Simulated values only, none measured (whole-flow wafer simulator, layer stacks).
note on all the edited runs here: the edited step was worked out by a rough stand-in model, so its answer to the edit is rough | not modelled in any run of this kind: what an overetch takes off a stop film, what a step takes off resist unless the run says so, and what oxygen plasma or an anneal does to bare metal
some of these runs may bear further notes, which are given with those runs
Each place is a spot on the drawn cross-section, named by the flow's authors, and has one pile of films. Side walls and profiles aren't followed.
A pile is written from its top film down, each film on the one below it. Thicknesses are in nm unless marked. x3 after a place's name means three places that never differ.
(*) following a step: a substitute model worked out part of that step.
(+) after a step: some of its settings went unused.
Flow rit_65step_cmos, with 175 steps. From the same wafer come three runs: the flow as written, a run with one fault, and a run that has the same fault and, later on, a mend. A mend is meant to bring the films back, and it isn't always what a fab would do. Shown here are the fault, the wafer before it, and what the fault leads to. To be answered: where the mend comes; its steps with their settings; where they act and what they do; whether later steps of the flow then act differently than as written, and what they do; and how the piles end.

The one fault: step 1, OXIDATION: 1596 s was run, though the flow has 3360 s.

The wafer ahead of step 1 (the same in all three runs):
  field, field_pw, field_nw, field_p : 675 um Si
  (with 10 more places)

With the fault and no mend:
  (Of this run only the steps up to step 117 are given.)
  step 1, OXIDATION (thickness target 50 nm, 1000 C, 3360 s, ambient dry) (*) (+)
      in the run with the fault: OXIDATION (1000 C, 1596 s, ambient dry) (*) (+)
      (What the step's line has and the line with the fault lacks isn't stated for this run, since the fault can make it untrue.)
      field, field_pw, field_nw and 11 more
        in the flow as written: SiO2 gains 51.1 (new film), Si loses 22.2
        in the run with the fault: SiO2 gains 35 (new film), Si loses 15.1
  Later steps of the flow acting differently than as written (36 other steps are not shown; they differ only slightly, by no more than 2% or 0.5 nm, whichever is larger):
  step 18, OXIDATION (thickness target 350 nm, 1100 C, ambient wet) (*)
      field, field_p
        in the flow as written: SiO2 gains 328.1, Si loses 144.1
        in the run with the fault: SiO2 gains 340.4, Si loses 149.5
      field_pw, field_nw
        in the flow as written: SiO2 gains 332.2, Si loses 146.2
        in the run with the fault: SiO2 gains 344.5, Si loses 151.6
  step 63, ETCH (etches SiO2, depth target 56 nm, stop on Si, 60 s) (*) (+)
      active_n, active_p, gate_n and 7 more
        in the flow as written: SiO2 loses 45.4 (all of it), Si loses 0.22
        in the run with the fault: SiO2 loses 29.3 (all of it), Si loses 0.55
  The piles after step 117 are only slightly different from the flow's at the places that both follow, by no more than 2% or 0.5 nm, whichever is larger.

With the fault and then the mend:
  The mend stands after step 2.
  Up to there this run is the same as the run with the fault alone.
  step 2a, ETCH (depth target 40 nm, 21.5 C, 45 s)
      field, field_pw, field_nw and 11 more
        SiO2 loses 35 (all of it)
  step 2b, CLEAN (chemistry SC2, 75 C, 600 s)
      field, field_pw, field_nw and 11 more
        chemical SiO2 gains 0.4 (new film), Si loses 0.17
  step 2c, OXIDATION (1000 C, 3360 s, ambient dry) (*) (a further turn of the flow's step 1, with different settings)
      field, field_pw, field_nw and 11 more
        SiO2 gains 51 (new film), chemical SiO2 loses 0.4 (all of it), Si loses 22.3
  Later steps of the flow acting differently than as written (17 other steps are not shown; they differ only slightly, by no more than 2% or 0.5 nm, whichever is larger):
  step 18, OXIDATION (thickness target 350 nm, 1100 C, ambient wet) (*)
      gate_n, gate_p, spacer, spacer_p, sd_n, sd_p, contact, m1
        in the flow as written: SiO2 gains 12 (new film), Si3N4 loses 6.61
        in the run with the mend: SiO2 gains 12 (new film), Si3N4 loses 6.61, SiO2 gains 0.03
  The piles end only slightly different from the flow's at the places that both follow, by no more than 2% or 0.5 nm, whichever is larger.
